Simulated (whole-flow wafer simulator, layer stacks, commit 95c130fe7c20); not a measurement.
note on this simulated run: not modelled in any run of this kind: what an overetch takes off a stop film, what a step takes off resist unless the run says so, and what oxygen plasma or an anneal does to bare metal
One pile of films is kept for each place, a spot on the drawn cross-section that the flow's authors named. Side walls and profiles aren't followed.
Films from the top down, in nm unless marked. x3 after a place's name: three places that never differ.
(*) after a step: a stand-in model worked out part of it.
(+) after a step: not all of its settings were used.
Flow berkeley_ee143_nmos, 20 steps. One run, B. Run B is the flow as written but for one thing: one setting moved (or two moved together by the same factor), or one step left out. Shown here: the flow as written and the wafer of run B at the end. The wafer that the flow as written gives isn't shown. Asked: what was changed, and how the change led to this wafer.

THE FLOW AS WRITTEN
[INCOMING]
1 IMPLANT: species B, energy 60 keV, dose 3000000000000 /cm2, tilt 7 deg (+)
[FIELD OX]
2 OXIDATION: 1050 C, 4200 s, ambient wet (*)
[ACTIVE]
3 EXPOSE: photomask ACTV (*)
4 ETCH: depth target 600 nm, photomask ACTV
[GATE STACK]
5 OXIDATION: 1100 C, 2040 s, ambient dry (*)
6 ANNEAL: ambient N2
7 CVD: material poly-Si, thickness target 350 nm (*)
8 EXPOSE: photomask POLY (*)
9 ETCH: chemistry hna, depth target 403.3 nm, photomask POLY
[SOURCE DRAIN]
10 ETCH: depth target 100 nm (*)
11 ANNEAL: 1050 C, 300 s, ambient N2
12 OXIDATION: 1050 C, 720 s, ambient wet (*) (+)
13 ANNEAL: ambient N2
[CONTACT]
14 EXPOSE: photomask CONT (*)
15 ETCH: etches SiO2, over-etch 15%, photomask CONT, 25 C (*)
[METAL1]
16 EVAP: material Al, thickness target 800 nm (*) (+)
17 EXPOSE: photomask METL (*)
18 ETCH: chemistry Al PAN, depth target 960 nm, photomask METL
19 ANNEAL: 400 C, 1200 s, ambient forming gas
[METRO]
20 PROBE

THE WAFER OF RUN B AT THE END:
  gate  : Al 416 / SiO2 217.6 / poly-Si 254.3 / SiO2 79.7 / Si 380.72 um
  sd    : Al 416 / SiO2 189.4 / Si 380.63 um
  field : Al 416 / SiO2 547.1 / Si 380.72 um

The cause: step 18, ETCH: depth target 384 nm was run, where the flow has depth target 960 nm.

How the change led to this, step by step:
  18 ETCH: chemistry Al PAN, depth target 960 nm, photomask METL
      gate, sd, field: Al -384 (as written it would be: Al -800 (all of it))
Counting metal films that touch as one body, gate has 1 body; the flow as written gives 0 bodies.
Counting metal films that touch as one body, sd has 1 body; the flow as written gives 0 bodies.
Counting metal films that touch as one body, field has 1 body; the flow as written gives 0 bodies.
